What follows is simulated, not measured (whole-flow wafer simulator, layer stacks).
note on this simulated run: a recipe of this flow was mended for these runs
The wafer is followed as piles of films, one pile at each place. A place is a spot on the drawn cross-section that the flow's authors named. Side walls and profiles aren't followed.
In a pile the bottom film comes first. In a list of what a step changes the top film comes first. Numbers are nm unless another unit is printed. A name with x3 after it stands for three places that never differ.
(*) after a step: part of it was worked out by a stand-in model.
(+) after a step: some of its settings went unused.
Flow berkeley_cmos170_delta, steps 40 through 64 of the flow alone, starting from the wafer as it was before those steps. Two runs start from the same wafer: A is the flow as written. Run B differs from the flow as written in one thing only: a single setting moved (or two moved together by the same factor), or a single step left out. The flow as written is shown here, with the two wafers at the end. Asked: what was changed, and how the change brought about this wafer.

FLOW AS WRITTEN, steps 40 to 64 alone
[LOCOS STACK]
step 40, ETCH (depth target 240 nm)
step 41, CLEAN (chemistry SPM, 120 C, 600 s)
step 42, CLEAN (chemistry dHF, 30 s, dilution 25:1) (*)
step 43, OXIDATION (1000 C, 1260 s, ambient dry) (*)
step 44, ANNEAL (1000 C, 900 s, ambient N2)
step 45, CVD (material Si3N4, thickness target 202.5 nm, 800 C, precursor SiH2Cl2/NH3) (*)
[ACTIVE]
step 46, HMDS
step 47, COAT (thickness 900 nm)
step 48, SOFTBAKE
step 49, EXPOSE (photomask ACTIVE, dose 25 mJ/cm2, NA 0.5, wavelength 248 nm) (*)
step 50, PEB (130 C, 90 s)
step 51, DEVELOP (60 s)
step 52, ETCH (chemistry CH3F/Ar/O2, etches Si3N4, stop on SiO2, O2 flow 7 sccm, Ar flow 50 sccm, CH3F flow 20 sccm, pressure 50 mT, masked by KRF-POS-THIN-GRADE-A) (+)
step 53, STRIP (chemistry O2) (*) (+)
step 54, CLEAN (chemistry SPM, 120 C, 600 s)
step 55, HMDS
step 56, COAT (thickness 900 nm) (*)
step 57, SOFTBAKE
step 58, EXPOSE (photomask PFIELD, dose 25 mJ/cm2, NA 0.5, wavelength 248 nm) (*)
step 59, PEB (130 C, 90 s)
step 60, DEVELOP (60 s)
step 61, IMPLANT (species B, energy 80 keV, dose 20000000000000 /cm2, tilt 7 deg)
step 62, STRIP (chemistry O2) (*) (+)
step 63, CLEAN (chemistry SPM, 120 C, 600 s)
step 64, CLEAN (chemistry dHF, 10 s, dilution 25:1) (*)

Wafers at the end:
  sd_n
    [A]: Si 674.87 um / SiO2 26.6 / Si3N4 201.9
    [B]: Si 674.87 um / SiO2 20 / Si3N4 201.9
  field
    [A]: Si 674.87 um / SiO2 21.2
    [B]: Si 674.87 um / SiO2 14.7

What caused this: step 43, OXIDATION: 970 C was run, whereas the flow has 1000 C.

The path from the change to this, step by step:
  step 43, OXIDATION (1000 C, 1260 s, ambient dry) (*)
      field, sd_n, spacer_n and 6 more: A SiO2 gains 26.6 (new film), Si loses 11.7 | B SiO2 gains 20 (new film), Si loses 8.81
